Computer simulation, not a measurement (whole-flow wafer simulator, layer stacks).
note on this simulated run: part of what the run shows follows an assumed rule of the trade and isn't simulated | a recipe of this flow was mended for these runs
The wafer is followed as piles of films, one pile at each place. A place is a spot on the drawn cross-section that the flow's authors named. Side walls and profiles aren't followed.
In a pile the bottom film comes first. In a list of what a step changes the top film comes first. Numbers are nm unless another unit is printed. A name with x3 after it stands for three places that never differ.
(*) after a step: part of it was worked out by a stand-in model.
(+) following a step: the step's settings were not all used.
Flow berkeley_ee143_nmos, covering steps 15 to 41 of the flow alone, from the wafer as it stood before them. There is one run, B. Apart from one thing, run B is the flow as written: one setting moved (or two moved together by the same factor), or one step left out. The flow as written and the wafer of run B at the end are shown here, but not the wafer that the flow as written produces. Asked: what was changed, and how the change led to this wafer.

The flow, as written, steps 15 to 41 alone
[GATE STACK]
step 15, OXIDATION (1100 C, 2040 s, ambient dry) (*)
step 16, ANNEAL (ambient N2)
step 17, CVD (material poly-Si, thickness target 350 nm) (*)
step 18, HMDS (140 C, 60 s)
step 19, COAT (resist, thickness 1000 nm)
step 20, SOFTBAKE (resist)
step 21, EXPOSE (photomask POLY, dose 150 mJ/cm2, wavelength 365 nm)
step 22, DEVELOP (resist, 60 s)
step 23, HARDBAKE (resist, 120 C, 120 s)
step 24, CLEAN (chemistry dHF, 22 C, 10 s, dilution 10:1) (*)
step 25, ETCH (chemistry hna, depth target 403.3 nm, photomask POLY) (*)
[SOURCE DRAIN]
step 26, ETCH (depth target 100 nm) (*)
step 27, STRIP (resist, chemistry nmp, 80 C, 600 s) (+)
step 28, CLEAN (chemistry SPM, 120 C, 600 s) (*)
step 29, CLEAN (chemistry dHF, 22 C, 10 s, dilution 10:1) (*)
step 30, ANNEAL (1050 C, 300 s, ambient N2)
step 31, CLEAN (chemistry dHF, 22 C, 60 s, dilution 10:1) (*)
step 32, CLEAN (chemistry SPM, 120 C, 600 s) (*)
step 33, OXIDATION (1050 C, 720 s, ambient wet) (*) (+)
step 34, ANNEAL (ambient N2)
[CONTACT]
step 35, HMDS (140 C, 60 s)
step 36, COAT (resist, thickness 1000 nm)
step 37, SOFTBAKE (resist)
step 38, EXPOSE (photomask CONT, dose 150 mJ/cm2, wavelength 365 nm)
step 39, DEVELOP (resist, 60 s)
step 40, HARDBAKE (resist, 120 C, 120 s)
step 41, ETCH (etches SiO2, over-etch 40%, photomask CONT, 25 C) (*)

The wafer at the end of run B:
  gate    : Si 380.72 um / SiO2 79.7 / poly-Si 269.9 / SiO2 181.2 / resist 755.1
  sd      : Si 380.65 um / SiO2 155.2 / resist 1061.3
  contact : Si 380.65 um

Cause: step 33, OXIDATION: 547 s was run, though the flow has 720 s.

The path from the change to this, step by step:
  step 33, OXIDATION (1050 C, 720 s, ambient wet) (*) (+)
      sd, contact: SiO2 gains 155.2 (new film), chemical SiO2 loses 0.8 (all of it), Si loses 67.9 (as written it would have been: SiO2 gains 189.4 (new film), chemical SiO2 loses 0.8 (all of it), Si loses 83)
      gate: SiO2 gains 181.2 (new film), chemical SiO2 loses 0.8 (all of it), poly-Si loses 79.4 (as written it would have been: SiO2 gains 217.6 (new film), chemical SiO2 loses 0.8 (all of it), poly-Si loses 95.4)
      (as well as at 1 more place)
  step 41, ETCH (etches SiO2, over-etch 40%, photomask CONT, 25 C) (*)
      contact: SiO2 loses 155.2 (all of it) (as written it would have been: SiO2 loses 189.4 (all of it))
